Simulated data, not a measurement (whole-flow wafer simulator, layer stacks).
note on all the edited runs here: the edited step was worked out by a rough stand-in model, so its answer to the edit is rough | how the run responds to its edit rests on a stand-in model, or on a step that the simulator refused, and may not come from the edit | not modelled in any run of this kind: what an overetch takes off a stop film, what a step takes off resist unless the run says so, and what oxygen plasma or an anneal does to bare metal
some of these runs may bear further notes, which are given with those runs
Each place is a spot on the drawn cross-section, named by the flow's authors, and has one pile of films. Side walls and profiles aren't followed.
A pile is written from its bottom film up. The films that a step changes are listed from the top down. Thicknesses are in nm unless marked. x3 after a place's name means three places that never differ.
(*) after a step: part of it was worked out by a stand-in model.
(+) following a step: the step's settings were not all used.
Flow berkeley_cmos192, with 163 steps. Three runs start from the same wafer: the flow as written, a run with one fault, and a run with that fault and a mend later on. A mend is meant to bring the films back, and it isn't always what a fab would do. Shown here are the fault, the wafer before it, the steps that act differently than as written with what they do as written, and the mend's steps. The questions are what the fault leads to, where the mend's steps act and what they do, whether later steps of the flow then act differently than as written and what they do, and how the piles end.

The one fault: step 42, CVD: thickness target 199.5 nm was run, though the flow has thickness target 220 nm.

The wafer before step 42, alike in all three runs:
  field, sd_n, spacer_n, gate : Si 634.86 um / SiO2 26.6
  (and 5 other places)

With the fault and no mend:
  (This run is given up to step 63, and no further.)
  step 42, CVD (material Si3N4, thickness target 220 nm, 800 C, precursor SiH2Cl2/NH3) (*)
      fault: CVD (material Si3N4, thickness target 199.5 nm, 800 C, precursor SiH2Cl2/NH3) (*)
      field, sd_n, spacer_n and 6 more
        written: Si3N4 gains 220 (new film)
        fault: Si3N4 gains 199.5 (new film)
  Steps later in the flow that act otherwise than as written (5 more steps, not shown, differ only slightly: by at most 2% or 0.5 nm, whichever is larger):
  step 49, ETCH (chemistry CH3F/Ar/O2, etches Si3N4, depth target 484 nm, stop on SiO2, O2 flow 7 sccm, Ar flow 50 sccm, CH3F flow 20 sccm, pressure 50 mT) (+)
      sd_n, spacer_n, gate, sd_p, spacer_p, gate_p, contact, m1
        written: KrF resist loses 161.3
        fault: KrF resist loses 147.7
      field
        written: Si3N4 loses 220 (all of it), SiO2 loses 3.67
        fault: Si3N4 loses 199.5 (all of it), SiO2 loses 3.67
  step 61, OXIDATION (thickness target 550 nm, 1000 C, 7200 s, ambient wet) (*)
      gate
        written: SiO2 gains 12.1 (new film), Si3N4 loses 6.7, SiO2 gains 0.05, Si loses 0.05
        fault: SiO2 gains 12.1 (new film), Si3N4 loses 6.7
  Once step 63 is done, the piles at sd_n, spacer_n, gate, sd_p, spacer_p, gate_p, contact, m1 depart from the flow's by more than 2% or 0.5 nm, whichever is larger.
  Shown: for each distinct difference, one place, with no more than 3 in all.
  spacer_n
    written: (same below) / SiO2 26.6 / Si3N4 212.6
    fault: (same below) / SiO2 26.6 / Si3N4 192.1
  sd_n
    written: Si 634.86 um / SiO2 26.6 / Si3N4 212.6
    fault: Si 634.86 um / SiO2 26.7 / Si3N4 192.1
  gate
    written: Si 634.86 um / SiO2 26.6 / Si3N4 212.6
    fault: Si 634.86 um / SiO2 26.6 / Si3N4 192.1

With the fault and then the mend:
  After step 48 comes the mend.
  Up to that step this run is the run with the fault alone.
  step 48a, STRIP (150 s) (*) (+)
      sd_n, spacer_n, gate, sd_p, spacer_p, gate_p, contact, m1
        KrF resist loses 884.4 (all of it)
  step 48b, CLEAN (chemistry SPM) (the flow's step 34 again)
      does not change any film at any place that is followed
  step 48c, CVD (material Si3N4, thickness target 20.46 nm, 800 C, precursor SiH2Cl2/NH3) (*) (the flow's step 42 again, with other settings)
      field, sd_n, spacer_n and 6 more
        Si3N4 gains 20.5
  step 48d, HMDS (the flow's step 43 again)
      does not change any film at any place that is followed
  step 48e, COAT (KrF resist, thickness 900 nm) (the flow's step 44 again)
      field, sd_n, spacer_n and 6 more
        KrF resist gains 900 (new film)
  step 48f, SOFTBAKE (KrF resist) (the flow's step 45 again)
      does not change any film at any place that is followed
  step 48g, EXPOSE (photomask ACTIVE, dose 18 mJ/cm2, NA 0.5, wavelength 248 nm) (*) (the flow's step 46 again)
      does not change any film at any place that is followed
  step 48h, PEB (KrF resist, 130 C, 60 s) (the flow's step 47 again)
      field, sd_n, spacer_n and 6 more
        KrF resist loses 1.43
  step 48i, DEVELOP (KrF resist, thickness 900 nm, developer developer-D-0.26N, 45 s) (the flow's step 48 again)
      sd_n, spacer_n, gate, sd_p, spacer_p, gate_p, contact, m1
        KrF resist loses 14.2
      field
        KrF resist loses 898.6 (all of it)
  Every later step of the flow that is run acts as written, at every place that is followed, to within 2% or 0.5 nm, whichever is larger.
  The piles end the same as the flow's at every place that both follow.
